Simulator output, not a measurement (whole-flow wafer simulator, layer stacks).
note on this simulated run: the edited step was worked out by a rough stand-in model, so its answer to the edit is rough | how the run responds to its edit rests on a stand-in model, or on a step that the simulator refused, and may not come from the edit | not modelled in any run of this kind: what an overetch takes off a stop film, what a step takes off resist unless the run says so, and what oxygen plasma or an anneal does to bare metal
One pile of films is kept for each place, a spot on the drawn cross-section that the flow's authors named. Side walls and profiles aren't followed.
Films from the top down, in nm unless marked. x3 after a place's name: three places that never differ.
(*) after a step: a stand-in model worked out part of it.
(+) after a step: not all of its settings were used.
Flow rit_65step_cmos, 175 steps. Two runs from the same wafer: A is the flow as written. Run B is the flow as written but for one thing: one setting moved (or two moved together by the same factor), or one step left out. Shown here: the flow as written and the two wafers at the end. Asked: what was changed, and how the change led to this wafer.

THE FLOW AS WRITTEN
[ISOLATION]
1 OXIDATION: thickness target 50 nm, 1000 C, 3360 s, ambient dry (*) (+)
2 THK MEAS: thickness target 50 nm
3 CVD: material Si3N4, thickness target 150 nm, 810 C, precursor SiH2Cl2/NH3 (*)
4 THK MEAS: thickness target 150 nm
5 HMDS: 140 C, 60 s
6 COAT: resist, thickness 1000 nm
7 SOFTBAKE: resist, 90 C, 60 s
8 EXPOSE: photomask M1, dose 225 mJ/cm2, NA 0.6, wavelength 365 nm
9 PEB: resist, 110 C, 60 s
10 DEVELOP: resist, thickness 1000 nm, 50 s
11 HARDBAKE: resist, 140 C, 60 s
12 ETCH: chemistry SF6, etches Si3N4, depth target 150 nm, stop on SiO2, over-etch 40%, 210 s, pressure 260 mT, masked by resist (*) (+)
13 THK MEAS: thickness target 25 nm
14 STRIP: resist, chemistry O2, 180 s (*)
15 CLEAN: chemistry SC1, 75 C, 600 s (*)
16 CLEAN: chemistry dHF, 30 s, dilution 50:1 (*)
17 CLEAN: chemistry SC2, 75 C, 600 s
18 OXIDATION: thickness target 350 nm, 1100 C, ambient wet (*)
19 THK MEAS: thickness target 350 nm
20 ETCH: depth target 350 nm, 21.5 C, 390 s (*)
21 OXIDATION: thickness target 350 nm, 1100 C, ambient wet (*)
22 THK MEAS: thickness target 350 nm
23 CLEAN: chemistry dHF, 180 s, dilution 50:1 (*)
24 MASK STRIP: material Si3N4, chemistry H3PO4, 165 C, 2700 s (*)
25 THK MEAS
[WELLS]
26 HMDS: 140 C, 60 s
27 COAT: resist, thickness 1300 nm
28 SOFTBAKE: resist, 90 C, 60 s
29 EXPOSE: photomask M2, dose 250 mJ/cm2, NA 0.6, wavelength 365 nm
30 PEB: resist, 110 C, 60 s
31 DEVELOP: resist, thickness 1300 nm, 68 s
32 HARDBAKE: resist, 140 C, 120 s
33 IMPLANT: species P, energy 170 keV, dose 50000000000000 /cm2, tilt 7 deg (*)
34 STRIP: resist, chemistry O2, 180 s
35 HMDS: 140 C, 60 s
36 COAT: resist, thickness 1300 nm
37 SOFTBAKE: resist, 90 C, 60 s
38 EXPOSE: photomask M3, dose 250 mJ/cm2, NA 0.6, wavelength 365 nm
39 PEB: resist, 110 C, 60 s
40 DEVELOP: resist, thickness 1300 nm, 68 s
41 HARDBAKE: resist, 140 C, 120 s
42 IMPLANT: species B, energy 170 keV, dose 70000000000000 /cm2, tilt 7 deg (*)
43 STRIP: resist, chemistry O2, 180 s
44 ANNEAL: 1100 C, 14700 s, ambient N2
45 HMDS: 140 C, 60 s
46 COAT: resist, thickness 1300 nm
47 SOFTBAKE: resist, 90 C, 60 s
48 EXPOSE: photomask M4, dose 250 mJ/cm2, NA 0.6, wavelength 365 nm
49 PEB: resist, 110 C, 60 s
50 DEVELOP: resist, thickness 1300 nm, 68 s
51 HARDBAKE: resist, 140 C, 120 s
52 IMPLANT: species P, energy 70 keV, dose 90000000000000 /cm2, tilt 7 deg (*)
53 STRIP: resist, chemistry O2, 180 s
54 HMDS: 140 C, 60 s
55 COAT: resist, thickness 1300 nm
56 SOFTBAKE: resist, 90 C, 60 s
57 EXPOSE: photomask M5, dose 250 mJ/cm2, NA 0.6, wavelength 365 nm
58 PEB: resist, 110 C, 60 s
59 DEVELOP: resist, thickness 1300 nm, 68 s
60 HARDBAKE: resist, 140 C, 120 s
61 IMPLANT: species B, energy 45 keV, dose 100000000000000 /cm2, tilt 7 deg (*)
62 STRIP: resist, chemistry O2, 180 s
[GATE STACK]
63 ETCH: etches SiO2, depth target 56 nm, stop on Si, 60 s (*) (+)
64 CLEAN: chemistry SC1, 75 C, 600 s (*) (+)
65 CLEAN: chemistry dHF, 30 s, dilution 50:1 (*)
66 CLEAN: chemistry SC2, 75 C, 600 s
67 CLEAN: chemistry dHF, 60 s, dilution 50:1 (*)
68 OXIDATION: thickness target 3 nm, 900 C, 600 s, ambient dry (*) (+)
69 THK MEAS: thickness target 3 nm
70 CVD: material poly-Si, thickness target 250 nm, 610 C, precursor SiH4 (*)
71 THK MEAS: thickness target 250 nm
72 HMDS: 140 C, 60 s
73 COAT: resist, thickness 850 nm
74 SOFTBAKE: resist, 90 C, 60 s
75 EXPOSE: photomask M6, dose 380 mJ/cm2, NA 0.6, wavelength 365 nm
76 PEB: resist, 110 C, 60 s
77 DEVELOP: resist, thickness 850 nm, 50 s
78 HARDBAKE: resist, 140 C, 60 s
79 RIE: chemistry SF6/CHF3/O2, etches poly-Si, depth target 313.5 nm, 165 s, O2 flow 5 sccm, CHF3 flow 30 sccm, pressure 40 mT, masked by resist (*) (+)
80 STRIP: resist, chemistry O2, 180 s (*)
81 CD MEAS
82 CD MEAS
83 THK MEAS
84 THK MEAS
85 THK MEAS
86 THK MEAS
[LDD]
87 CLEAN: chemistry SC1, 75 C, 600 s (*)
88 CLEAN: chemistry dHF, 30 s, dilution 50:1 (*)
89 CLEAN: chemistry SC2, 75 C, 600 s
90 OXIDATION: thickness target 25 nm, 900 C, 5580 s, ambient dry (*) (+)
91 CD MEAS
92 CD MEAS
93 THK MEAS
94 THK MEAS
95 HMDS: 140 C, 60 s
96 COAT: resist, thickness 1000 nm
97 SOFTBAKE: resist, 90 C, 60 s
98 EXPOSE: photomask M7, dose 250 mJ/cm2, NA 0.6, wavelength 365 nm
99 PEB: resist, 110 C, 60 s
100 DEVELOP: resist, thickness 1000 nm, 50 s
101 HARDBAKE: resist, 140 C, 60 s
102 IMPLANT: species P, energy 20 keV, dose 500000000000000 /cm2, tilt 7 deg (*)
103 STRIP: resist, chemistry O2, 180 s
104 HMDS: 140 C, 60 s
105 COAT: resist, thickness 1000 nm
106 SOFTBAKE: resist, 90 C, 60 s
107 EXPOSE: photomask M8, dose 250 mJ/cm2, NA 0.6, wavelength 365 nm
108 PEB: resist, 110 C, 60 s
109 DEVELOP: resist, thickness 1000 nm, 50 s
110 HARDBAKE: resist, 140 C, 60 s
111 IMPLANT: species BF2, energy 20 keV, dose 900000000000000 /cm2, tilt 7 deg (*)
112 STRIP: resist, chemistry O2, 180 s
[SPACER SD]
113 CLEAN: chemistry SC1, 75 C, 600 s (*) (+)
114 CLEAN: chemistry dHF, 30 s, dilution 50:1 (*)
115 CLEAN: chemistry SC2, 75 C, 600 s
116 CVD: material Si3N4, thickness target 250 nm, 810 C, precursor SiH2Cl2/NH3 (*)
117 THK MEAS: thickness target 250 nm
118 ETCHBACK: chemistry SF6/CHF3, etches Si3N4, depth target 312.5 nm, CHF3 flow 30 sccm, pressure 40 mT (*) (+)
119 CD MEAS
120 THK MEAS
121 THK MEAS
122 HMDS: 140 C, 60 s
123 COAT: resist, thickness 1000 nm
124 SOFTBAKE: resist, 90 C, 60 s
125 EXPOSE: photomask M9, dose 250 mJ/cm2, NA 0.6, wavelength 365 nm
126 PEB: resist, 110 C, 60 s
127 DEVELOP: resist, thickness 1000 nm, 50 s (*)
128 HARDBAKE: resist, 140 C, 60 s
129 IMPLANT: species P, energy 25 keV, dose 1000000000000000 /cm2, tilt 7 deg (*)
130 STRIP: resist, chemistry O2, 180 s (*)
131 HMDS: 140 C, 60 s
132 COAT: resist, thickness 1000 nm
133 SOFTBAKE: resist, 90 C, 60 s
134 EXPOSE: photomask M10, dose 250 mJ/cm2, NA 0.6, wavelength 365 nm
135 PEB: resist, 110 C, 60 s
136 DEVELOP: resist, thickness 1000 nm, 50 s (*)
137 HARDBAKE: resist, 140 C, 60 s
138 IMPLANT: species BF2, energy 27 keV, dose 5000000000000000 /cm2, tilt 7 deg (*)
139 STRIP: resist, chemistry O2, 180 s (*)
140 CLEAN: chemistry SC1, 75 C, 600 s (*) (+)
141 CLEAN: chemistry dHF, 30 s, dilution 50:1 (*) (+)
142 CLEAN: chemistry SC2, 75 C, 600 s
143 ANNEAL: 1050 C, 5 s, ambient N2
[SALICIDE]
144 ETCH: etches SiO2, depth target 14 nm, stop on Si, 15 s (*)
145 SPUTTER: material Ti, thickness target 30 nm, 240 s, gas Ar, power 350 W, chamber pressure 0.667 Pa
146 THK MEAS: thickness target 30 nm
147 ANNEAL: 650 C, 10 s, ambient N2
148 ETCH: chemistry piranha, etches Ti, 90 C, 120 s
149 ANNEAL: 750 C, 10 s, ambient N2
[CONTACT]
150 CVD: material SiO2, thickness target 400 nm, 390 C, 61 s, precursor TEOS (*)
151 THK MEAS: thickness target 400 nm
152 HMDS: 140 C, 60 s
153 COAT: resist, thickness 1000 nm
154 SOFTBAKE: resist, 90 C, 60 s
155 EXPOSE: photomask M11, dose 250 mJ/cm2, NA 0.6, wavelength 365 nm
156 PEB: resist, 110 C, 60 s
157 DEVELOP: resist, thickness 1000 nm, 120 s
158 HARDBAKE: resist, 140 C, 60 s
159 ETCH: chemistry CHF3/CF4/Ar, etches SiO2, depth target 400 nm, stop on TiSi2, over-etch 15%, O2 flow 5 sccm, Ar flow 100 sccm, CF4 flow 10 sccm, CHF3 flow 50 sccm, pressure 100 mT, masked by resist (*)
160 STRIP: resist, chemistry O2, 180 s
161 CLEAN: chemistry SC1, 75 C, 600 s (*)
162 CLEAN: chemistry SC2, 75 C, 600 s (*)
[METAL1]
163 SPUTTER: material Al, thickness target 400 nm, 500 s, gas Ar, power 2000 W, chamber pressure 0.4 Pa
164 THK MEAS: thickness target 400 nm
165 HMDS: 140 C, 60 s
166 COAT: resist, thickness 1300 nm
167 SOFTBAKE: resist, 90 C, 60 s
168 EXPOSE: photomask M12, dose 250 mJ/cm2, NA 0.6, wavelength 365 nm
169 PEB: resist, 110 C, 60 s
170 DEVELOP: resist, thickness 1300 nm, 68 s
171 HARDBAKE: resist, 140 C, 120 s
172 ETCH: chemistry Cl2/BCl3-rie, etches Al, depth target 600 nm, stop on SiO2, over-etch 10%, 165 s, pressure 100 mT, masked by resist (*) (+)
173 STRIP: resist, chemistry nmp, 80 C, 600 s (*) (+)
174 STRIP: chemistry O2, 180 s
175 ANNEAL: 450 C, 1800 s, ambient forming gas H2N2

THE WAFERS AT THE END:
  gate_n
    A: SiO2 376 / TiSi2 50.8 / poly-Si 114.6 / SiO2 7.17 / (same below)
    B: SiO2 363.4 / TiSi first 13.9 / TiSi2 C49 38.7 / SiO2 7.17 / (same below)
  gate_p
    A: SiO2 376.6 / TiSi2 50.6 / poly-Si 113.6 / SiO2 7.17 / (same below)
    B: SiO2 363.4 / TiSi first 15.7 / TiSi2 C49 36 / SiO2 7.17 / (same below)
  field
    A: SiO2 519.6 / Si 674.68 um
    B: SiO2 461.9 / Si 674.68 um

The cause: step 116, CVD: thickness target 175 nm was run, where the flow has thickness target 250 nm.

How the change led to this, step by step:
  116 CVD: material Si3N4, thickness target 250 nm, 810 C, precursor SiH2Cl2/NH3 (*)
      field, field_pw, field_nw and 11 more: A Si3N4 +250 (new film) | B Si3N4 +175 (new film)
  118 ETCHBACK: chemistry SF6/CHF3, etches Si3N4, depth target 312.5 nm, CHF3 flow 30 sccm, pressure 40 mT (*) (+)
      field, field_pw, field_nw, field_p: A Si3N4 -250 (all of it), SiO2 -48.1 | B Si3N4 -175 (all of it), SiO2 -105.8
      gate_n: A Si3N4 -250 (all of it), SiO2 -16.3 (all of it), poly-Si -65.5 | B Si3N4 -175 (all of it), SiO2 -16.3 (all of it), poly-Si -184.6
      (and at 1 more place)
  123 COAT: resist, thickness 1000 nm
      field: A resist +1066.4 (new film) | B resist +1104.2 (new film)
      field_pw: A resist +1044.8 (new film) | B resist +1071.7 (new film)
      (and at 4 more places)
  126 PEB: resist, 110 C, 60 s
      gate_n, gate_p: A resist -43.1 | B resist -47.9
      field: A resist -55.6 | B resist -57.6
      (and at 3 more places)
  127 DEVELOP: resist, thickness 1000 nm, 50 s (*)
      field: A resist -1010.9 (all of it) | B resist -1046.6 (all of it)
      gate_n: A resist -791.9 (all of it) | B resist -876.4 (all of it)
  128 HARDBAKE: resist, 140 C, 60 s
      field_pw: A resist -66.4 | B resist -68.6
      field_nw: A resist -67.1 | B resist -69
      (and at 2 more places)
  130 STRIP: resist, chemistry O2, 180 s (*)
      field_pw: A resist -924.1 (all of it) | B resist -947.2 (all of it)
      field_nw: A resist -928.7 (all of it) | B resist -952.1 (all of it)
      (and at 2 more places)
  132 COAT: resist, thickness 1000 nm
      field: A resist +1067 (new film) | B resist +1104.7 (new film)
      field_pw: A resist +1045.2 (new film) | B resist +1072 (new film)
      (and at 4 more places)
  135 PEB: resist, 110 C, 60 s
      gate_n, gate_p: A resist -43.1 | B resist -47.9
      field: A resist -55.6 | B resist -57.7
      (and at 3 more places)
  136 DEVELOP: resist, thickness 1000 nm, 50 s (*)
      field_p: A resist -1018 (all of it) | B resist -1053.5 (all of it)
      gate_p: A resist -792.8 (all of it) | B resist -877.4 (all of it)
  137 HARDBAKE: resist, 140 C, 60 s
      field: A resist -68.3 | B resist -71
      field_pw: A resist -66.4 | B resist -68.6
      (and at 2 more places)
  139 STRIP: resist, chemistry O2, 180 s (*)
      gate_n: A resist -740 (all of it), chemical SiO2 +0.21, poly-Si -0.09 | B resist -818.2 (all of it), chemical SiO2 +0.21
      field: A resist -943.1 (all of it) | B resist -976.1 (all of it)
      (and at 2 more places)
  145 SPUTTER: material Ti, thickness target 30 nm, 240 s, gas Ar, power 350 W, chamber pressure 0.667 Pa
      gate_n: A Ti +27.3 (new film) | B Ti +30 (new film)
      gate_p: A Ti +27.2 (new film) | B Ti +30 (new film)
  147 ANNEAL: 650 C, 10 s, ambient N2
      gate_p: A Ti -21.2, TiSi first +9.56 (new film), TiSi2 C49 +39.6 (new film), poly-Si -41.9 | B Ti -23.4, TiSi first +15.8 (new film), TiSi2 C49 +36 (new film), poly-Si -42.8 (all of it)
      gate_n: A Ti -21.3, TiSi first +9.82 (new film), TiSi2 C49 +39.5 (new film), poly-Si -41.9 | B Ti -23.4, TiSi first +15.7 (new film), TiSi2 C49 +36.2 (new film), poly-Si -42.9
  148 ETCH: chemistry piranha, etches Ti, 90 C, 120 s
      gate_n: A Ti -6 (all of it), TiSi first -0.1 | B Ti -6.6 (all of it), TiSi first -0.1
      gate_p: A Ti -5.97 (all of it), TiSi first -0.1 | B Ti -6.6 (all of it), TiSi first -0.1
  149 ANNEAL: 750 C, 10 s, ambient N2
      gate_n: A TiSi2 +50.8 (new film), TiSi first -9.72 (all of it), TiSi2 C49 -39.5 (all of it), poly-Si -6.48 | B TiSi first -1.69, TiSi2 C49 +2.51, poly-Si -1.13 (all of it)
      gate_p: A TiSi2 +50.6 (new film), TiSi first -9.46 (all of it), TiSi2 C49 -39.6 (all of it), poly-Si -6.31 | B nothing
  ... 7 more steps ...
  170 DEVELOP: resist, thickness 1300 nm, 68 s
      field: A resist -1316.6 (all of it) | B resist -1356.6 (all of it)
      field_pw: A resist -1285.5 (all of it) | B resist -1312.6 (all of it)
      (and at 3 more places)
